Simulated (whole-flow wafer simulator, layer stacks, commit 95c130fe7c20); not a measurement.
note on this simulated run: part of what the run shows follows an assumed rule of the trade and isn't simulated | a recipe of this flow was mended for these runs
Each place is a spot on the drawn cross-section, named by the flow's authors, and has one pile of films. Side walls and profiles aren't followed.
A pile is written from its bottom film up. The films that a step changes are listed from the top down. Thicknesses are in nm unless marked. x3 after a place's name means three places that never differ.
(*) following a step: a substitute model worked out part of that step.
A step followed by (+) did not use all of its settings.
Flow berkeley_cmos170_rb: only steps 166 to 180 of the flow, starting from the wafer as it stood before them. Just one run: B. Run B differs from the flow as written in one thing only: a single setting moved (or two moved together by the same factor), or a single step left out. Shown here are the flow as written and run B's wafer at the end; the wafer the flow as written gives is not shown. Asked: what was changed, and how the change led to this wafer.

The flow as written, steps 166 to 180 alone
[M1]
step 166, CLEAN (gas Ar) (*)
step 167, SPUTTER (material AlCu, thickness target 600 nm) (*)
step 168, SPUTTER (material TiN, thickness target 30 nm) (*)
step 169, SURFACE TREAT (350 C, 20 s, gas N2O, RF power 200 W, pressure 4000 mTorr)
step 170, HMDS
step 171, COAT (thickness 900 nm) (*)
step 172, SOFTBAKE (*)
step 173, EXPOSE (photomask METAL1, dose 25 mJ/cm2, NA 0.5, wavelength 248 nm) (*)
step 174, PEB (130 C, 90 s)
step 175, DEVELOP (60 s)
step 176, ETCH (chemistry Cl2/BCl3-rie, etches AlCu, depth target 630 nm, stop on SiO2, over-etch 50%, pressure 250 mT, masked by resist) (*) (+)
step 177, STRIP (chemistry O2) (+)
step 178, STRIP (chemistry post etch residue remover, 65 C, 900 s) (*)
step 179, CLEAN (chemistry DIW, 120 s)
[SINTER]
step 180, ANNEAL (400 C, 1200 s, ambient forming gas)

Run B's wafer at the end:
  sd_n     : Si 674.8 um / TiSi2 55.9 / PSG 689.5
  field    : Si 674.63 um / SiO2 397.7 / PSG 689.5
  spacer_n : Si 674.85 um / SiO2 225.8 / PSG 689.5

Cause: step 176, ETCH: depth target 447 nm was run, while the flow as written has depth target 630 nm.

How this came from the change, step by step:
  step 176, ETCH (chemistry Cl2/BCl3-rie, etches AlCu, depth target 630 nm, stop on SiO2, over-etch 50%, pressure 250 mT, masked by resist) (*) (+)
      field, sd_n, spacer_n, gate, spacer_p, gate_p: TiN loses 30 (all of it), AlCu loses 600 (all of it), PSG loses 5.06 (it would be, as written: TiN loses 30 (all of it), AlCu loses 600 (all of it), PSG loses 39.4)
      contact, m1: KrF-resist loses 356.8 (it would be, as written: KrF-resist loses 472.5)
      (and at 1 other place as well)
  step 177, STRIP (chemistry O2) (+)
      contact: KrF-resist loses 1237 (all of it) (it would be, as written: KrF-resist loses 1121.3 (all of it))
      m1: KrF-resist loses 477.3 (all of it) (it would be, as written: KrF-resist loses 361.6 (all of it))
